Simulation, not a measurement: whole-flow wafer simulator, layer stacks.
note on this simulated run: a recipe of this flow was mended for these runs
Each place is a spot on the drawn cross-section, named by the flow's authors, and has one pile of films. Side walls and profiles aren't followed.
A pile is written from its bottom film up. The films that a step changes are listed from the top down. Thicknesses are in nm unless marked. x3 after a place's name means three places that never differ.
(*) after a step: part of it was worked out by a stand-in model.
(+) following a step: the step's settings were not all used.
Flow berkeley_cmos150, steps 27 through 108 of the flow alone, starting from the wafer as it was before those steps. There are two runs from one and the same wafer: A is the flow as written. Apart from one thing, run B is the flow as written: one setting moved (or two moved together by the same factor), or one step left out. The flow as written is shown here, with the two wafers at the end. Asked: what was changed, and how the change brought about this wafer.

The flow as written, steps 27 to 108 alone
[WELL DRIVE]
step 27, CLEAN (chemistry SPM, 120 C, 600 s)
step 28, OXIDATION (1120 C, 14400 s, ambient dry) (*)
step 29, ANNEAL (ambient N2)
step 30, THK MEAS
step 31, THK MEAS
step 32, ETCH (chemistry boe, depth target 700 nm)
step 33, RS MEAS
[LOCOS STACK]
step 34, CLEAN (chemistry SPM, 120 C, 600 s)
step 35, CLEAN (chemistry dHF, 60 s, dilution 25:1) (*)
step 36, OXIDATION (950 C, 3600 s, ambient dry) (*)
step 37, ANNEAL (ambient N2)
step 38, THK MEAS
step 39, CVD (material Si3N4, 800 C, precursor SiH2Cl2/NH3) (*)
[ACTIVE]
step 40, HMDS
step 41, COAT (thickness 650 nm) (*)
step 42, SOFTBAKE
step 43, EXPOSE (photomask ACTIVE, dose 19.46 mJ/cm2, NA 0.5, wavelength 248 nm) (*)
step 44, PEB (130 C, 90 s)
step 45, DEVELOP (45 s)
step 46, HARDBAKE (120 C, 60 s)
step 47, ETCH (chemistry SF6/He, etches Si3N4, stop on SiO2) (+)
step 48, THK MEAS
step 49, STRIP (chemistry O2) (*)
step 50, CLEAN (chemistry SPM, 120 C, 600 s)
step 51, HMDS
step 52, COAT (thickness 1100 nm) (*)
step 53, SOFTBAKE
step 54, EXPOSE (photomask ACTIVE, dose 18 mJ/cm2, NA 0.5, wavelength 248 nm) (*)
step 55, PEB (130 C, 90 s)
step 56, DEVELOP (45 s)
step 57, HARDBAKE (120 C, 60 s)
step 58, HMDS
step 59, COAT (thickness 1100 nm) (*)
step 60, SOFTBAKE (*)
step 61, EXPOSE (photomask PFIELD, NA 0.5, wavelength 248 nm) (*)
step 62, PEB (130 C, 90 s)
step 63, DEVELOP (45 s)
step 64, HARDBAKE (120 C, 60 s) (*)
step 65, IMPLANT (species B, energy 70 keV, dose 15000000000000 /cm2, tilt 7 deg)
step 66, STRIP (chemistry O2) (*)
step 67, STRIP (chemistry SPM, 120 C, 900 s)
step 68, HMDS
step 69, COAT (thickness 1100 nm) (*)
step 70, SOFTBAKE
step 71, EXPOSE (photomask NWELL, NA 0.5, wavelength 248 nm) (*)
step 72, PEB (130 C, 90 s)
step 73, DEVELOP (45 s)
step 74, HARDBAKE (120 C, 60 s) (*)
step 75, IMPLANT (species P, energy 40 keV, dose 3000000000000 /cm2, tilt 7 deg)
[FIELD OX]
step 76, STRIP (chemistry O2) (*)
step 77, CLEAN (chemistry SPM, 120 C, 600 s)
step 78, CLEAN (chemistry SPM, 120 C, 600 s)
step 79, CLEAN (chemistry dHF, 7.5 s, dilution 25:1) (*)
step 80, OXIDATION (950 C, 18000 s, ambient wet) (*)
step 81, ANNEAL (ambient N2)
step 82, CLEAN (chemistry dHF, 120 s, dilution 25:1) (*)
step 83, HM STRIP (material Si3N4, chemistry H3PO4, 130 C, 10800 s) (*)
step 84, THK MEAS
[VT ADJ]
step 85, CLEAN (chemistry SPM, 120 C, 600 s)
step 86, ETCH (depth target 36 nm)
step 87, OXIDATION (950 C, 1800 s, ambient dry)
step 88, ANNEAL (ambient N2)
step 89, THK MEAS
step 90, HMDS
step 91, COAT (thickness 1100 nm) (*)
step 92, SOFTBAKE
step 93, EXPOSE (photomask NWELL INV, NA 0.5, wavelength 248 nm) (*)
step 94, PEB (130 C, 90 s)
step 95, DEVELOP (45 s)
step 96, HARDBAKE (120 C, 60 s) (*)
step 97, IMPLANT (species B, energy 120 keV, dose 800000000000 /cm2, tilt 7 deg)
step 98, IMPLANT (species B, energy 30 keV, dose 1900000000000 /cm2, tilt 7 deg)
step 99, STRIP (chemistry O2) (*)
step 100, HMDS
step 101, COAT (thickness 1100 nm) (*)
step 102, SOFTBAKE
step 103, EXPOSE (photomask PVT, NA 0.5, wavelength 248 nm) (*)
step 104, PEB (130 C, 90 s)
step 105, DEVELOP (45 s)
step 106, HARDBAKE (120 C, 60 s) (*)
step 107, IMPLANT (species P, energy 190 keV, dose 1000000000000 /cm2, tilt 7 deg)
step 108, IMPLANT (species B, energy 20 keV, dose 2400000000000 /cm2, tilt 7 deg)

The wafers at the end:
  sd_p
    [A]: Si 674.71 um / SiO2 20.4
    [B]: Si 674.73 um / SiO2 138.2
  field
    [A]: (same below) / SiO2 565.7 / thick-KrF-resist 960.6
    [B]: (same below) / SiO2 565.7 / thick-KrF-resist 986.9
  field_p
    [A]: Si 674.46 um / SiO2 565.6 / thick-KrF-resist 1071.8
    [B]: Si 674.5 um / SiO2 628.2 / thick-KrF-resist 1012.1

What caused this: step 32, ETCH: depth target 385 nm was run, whereas the flow has depth target 700 nm.

Step by step, how the change led to this:
  step 32, ETCH (chemistry boe, depth target 700 nm)
      field_p, sd_p, gate_p: A SiO2 loses 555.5 (all of it) | B SiO2 loses 385
  step 34, CLEAN (chemistry SPM, 120 C, 600 s)
      field_p, sd_p, gate_p: A chemical SiO2 gains 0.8 (new film), Si loses 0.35 | B nothing
  step 35, CLEAN (chemistry dHF, 60 s, dilution 25:1) (*)
      field_p, sd_p, gate_p: A chemical SiO2 loses 0.8 (all of it) | B SiO2 loses 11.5
  step 36, OXIDATION (950 C, 3600 s, ambient dry) (*)
      field_p, sd_p, gate_p: A SiO2 gains 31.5 (new film), Si loses 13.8 | B SiO2 gains 11, Si loses 4.84
  step 41, COAT (thickness 650 nm) (*)
      field_p: A KrF-resist gains 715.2 (new film) | B KrF-resist gains 642.9 (new film)
      sd_n: A KrF-resist gains 633.7 (new film) | B KrF-resist gains 651.9 (new film)
      (also at 2 further places)
  step 45, DEVELOP (45 s)
      field_p: A KrF-resist loses 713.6 (all of it) | B KrF-resist loses 641.5 (all of it)
  step 46, HARDBAKE (120 C, 60 s)
      sd_n: A KrF-resist loses 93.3 | B KrF-resist loses 96
      sd_p: A KrF-resist loses 102.4 | B KrF-resist loses 95
      (also at 1 further place)
  step 49, STRIP (chemistry O2) (*)
      sd_n: A KrF-resist loses 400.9 (all of it) | B KrF-resist loses 416.3 (all of it)
      sd_p: A KrF-resist loses 452.2 (all of it) | B KrF-resist loses 410.5 (all of it)
      (also at 1 further place)
  step 52, COAT (thickness 1100 nm) (*)
      field: A thick-KrF-resist gains 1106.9 (new film) | B thick-KrF-resist gains 1139.6 (new film)
      field_p: A thick-KrF-resist gains 1219.5 (new film) | B thick-KrF-resist gains 1127.8 (new film)
      (also at 2 further places)
  step 56, DEVELOP (45 s)
      field: A thick-KrF-resist loses 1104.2 (all of it) | B thick-KrF-resist loses 1136.8 (all of it)
      field_p: A thick-KrF-resist loses 1216.4 (all of it) | B thick-KrF-resist loses 1125 (all of it)
  step 57, HARDBAKE (120 C, 60 s)
      sd_p: A thick-KrF-resist loses 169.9 | B thick-KrF-resist loses 158.4
      gate_p: A thick-KrF-resist loses 170.5 | B thick-KrF-resist loses 159.6
  step 59, COAT (thickness 1100 nm) (*)
      field: A thick-KrF-resist gains 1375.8 (new film) | B thick-KrF-resist gains 1404.1 (new film)
      field_p: A thick-KrF-resist gains 1495 (new film) | B thick-KrF-resist gains 1394.8 (new film)
      (also at 2 further places)
  step 63, DEVELOP (45 s)
      field: A thick-KrF-resist loses 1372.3 (all of it) | B thick-KrF-resist loses 1400.5 (all of it)
  step 66, STRIP (chemistry O2) (*)
      field_p: A thick-KrF-resist loses 1477.9 (all of it) | B thick-KrF-resist loses 1378 (all of it)
      sd_p: A thick-KrF-resist loses 1563.6 (all of it) | B thick-KrF-resist loses 1470.7 (all of it)
      (also at 1 further place)
  step 69, COAT (thickness 1100 nm) (*)
      field: A thick-KrF-resist gains 1106.9 (new film) | B thick-KrF-resist gains 1139.6 (new film)
      field_p: A thick-KrF-resist gains 1219.5 (new film) | B thick-KrF-resist gains 1127.8 (new film)
      (also at 2 further places)
  step 73, DEVELOP (45 s)
      field_p: A thick-KrF-resist loses 1216.4 (all of it) | B thick-KrF-resist loses 1125 (all of it)
      sd_p: A thick-KrF-resist loses 1108.9 (all of it) | B thick-KrF-resist loses 1034.4 (all of it)
      (also at 1 further place)
  ... another 8 steps ...
  step 105, DEVELOP (45 s)
      sd_p: A thick-KrF-resist loses 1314 (all of it) | B thick-KrF-resist loses 1242.8 (all of it)
      gate_p: A thick-KrF-resist loses 1288.3 (all of it) | B thick-KrF-resist loses 1222.3 (all of it)
